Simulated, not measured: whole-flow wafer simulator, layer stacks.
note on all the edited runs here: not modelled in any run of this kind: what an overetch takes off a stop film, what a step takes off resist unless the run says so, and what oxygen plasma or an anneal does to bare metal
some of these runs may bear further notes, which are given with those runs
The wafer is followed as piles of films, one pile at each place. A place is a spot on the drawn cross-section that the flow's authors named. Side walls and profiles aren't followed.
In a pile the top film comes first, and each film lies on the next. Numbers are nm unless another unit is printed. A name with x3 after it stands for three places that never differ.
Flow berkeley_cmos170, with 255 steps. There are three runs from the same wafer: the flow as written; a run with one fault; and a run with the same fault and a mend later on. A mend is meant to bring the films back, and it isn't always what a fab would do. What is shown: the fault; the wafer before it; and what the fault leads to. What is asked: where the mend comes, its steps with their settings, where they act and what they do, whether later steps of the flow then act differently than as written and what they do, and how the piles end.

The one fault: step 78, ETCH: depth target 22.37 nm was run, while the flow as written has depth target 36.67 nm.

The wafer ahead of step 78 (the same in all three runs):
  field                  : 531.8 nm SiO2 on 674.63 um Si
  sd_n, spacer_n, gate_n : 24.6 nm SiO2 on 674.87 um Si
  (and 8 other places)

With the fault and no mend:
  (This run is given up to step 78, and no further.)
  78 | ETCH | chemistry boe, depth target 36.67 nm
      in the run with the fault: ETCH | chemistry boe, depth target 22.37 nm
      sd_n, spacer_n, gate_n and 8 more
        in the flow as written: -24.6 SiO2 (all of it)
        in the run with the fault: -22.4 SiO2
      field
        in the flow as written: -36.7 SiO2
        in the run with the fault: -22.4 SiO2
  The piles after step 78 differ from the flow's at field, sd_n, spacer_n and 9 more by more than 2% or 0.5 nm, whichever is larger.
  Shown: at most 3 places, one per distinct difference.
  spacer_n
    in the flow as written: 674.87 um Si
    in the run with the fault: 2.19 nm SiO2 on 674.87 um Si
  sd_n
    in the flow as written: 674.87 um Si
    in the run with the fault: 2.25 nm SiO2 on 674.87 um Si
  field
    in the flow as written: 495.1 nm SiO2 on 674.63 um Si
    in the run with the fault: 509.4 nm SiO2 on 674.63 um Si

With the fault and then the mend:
  The mend follows step 78.
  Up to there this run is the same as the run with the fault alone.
  78a | ETCH | chemistry boe, depth target 14.3 nm (the flow's step 78 again, with other settings)
      spacer_n, gate_n, spacer_p and 6 more
        -2.19 SiO2 (all of it)
      sd_n, sd_p
        -2.25 SiO2 (all of it)
      field
        -14.3 SiO2
  None of the later steps of the flow differs from how it acts as written, at any place that is followed, by more than 2% or 0.5 nm, whichever is larger.
  By the end, the piles equal the flow's at every place that both follow.
